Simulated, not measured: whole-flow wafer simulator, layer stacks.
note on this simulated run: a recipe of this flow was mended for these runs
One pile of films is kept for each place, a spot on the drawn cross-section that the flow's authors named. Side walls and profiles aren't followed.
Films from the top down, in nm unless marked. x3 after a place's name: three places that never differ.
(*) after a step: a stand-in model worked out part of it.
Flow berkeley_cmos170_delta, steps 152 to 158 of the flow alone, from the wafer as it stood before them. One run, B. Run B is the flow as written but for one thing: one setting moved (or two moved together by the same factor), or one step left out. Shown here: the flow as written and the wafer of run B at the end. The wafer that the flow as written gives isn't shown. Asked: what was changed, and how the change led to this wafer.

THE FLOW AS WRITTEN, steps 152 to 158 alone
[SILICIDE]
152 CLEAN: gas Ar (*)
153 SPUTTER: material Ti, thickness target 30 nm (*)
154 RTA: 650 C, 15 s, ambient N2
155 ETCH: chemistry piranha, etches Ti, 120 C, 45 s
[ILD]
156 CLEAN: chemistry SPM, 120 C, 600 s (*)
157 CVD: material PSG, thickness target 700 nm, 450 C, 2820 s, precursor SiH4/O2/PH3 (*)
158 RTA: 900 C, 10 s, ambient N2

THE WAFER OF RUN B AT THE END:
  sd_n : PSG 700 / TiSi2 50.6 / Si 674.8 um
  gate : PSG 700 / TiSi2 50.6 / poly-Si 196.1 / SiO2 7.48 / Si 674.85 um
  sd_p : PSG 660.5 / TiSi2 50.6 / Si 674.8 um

The cause: step 154, RTA: 6 s was run, where the flow has 15 s.

How the change led to this, step by step:
  154 RTA: 650 C, 15 s, ambient N2
      sd_n, contact x2: Ti -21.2, TiSi first +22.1 (new film), TiSi2 C49 +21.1 (new film), Si -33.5 (as written it would be: Ti -23.4, TiSi first +6.2 (new film), TiSi2 C49 +50.3 (new film), Si -49)
      gate, gate_p: Ti -21.2, TiSi first +22.1 (new film), TiSi2 C49 +21.1 (new film), poly-Si -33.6 (as written it would be: Ti -23.4, TiSi first +6.2 (new film), TiSi2 C49 +50.3 (new film), poly-Si -49.2)
      (and at 1 more place)
  155 ETCH: chemistry piranha, etches Ti, 120 C, 45 s
      sd_n, gate, gate_p, contact x2: Ti -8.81 (all of it), TiSi first -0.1 (as written it would be: Ti -6.6 (all of it), TiSi first -0.1)
  158 RTA: 900 C, 10 s, ambient N2
      sd_n, contact x2: under 1 film: TiSi2 +50.6 (new film), TiSi first -22 (all of it), TiSi2 C49 -21.1 (all of it), Si -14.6 (as written it would be: under 1 film: TiSi2 +55.9 (new film), TiSi first -6.09 (all of it), TiSi2 C49 -50.3 (all of it), Si -4.05)
      gate, gate_p: under 1 film: TiSi2 +50.6 (new film), TiSi first -22 (all of it), TiSi2 C49 -21.1 (all of it), poly-Si -14.6 (as written it would be: under 1 film: TiSi2 +55.9 (new film), TiSi first -6.09 (all of it), TiSi2 C49 -50.3 (all of it), poly-Si -4.06)
      (and at 1 more place)
